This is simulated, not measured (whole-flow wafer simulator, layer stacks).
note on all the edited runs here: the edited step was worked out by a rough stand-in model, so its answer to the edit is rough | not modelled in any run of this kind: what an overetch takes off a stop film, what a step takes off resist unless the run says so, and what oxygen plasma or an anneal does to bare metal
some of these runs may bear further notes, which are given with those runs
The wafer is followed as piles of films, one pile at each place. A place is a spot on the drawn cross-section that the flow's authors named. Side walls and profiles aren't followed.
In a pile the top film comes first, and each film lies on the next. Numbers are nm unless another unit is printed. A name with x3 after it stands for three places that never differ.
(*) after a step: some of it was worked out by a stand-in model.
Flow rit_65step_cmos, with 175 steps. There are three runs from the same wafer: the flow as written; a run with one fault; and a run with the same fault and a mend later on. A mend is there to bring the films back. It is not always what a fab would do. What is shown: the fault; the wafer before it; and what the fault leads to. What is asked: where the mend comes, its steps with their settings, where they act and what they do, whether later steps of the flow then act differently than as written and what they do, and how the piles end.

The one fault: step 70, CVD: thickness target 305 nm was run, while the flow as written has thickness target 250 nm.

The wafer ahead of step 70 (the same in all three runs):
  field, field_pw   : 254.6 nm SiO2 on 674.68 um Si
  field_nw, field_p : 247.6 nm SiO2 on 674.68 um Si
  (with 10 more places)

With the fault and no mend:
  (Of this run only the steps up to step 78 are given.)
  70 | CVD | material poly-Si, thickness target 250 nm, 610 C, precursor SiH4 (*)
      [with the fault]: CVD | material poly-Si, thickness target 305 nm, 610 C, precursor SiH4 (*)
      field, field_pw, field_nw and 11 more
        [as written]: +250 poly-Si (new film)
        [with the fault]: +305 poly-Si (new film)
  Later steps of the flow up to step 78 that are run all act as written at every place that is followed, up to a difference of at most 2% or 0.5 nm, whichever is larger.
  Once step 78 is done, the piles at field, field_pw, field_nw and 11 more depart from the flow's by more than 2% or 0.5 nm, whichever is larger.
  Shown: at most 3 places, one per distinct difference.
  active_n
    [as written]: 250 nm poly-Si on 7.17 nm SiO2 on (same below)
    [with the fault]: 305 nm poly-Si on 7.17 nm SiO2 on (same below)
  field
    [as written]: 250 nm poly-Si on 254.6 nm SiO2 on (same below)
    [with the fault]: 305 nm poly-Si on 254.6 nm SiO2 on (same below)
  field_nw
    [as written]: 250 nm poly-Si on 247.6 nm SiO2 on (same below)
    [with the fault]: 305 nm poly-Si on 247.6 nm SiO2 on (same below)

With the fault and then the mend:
  The mend stands after step 71.
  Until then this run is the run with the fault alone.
  71a | ETCH | chemistry tmah, depth target 350.7 nm
      field, field_pw, field_nw and 11 more
        -305 poly-Si (all of it)
  71b | CLEAN | chemistry SC2, 75 C, 600 s (the flow's step 66 again)
      leaves every film unchanged at each place that is followed
  71c | CVD | material poly-Si, thickness target 250 nm, 610 C, precursor SiH4 (*) (the flow's step 70 again)
      field, field_pw, field_nw and 11 more
        +250 poly-Si (new film)
  Later steps of the flow that are run all act as written at every place that is followed.
  The piles end the same as the flow's at every place that both follow.
